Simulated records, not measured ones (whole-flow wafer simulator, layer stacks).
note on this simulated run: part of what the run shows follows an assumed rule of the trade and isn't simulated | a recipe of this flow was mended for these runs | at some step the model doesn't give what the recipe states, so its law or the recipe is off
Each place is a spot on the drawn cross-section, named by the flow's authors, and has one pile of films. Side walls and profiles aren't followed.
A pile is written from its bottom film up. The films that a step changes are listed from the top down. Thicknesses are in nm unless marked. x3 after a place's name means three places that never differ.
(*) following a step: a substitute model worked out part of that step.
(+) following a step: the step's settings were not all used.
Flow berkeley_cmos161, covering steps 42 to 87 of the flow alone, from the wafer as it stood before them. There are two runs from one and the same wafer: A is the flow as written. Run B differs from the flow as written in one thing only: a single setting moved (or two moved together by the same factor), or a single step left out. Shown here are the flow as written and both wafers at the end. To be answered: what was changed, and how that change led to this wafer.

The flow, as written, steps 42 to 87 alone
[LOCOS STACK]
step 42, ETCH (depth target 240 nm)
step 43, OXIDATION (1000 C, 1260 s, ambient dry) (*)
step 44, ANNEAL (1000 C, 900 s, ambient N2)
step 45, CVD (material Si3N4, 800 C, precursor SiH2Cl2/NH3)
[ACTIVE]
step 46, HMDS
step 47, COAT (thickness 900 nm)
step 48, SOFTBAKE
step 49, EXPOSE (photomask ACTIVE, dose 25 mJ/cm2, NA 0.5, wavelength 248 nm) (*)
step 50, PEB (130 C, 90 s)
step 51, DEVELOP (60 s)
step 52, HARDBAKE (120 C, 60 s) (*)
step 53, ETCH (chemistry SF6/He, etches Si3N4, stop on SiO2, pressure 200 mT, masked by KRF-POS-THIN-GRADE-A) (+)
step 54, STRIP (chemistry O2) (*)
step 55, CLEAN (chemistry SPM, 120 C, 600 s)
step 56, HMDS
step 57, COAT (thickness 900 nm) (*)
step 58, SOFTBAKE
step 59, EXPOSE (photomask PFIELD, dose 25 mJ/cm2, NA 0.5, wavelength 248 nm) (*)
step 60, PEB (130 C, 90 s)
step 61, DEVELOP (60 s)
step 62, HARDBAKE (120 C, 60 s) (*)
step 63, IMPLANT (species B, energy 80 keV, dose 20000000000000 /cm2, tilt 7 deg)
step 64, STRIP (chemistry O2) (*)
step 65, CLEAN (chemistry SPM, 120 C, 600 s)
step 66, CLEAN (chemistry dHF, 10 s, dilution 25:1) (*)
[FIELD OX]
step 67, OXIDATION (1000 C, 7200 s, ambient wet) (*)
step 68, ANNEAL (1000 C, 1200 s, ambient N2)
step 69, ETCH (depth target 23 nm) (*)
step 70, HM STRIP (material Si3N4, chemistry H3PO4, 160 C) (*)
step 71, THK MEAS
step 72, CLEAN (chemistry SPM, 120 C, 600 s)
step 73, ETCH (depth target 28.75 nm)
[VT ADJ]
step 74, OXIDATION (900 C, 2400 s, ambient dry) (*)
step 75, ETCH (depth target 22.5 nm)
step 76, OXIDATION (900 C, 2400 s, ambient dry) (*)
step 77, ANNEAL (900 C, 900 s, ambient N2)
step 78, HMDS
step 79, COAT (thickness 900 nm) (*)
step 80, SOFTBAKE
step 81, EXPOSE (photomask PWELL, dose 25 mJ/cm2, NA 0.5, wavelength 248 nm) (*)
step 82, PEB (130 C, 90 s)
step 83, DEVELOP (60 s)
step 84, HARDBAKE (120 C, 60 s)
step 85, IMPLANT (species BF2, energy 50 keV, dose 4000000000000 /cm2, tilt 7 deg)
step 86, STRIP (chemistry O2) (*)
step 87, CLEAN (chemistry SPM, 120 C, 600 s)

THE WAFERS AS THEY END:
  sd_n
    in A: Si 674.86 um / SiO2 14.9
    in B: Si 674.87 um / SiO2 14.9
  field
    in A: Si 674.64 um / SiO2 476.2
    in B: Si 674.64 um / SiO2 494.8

The reason: step 73, ETCH: depth target 10.06 nm was run, though the flow has depth target 28.75 nm.

How this came from the change, step by step:
  step 73, ETCH (depth target 28.75 nm)
      spacer_n, gate_n, spacer_p, gate_p, contact, m1: A SiO2 loses 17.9 (all of it) | B SiO2 loses 10.1
      sd_n, sd_p: A SiO2 loses 18.1 (all of it) | B SiO2 loses 10.1
      (and at 1 other place as well)
  step 74, OXIDATION (900 C, 2400 s, ambient dry) (*)
      spacer_n, gate_n, spacer_p, gate_p, contact, m1: A SiO2 gains 14.9 (new film), Si loses 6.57 | B SiO2 gains 12.4, Si loses 5.47
      sd_n, sd_p: A SiO2 gains 14.9 (new film), Si loses 6.57 | B SiO2 gains 12.4, Si loses 5.44
  step 75, ETCH (depth target 22.5 nm)
      spacer_n, gate_n, spacer_p, gate_p, contact, m1: A SiO2 loses 14.9 (all of it) | B SiO2 loses 20.2 (all of it)
      sd_n, sd_p: A SiO2 loses 14.9 (all of it) | B SiO2 loses 20.4 (all of it)
